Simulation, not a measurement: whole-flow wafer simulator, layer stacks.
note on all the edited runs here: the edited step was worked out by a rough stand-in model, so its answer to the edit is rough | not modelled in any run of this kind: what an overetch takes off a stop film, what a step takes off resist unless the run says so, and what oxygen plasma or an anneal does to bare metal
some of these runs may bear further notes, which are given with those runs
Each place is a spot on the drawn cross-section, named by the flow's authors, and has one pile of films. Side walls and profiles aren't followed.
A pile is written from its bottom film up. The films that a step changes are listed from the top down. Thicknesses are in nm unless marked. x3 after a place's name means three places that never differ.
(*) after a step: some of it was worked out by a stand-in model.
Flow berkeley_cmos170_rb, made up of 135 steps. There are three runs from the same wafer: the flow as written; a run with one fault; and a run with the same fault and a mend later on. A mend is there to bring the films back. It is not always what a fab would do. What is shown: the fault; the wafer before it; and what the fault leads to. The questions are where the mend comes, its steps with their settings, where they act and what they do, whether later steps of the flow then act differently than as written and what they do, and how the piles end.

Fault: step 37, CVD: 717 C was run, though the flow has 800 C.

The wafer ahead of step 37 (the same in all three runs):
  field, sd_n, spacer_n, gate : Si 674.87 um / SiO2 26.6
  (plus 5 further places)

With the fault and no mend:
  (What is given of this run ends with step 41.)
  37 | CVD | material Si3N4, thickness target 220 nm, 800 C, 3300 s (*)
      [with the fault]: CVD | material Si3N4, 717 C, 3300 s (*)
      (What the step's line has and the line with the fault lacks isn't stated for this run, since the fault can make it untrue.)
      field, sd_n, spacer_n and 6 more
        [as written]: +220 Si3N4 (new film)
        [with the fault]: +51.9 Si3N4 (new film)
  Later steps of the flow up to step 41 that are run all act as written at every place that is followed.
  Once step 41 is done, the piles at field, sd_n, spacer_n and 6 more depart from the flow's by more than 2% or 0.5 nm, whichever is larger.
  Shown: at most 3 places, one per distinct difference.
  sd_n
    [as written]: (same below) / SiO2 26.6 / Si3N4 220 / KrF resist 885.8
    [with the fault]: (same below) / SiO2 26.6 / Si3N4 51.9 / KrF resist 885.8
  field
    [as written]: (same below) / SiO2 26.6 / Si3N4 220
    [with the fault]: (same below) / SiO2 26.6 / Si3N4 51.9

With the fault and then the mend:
  The mend follows step 37.
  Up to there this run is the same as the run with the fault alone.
  37a | CVD | material Si3N4, thickness target 168.1 nm, 800 C, 2522 s (*) (the flow's step 37 again, with other settings)
      field, sd_n, spacer_n and 6 more
        +168.1 Si3N4
  Later steps of the flow that are run all act as written at every place that is followed.
  By the end, the piles equal the flow's at every place that both follow.
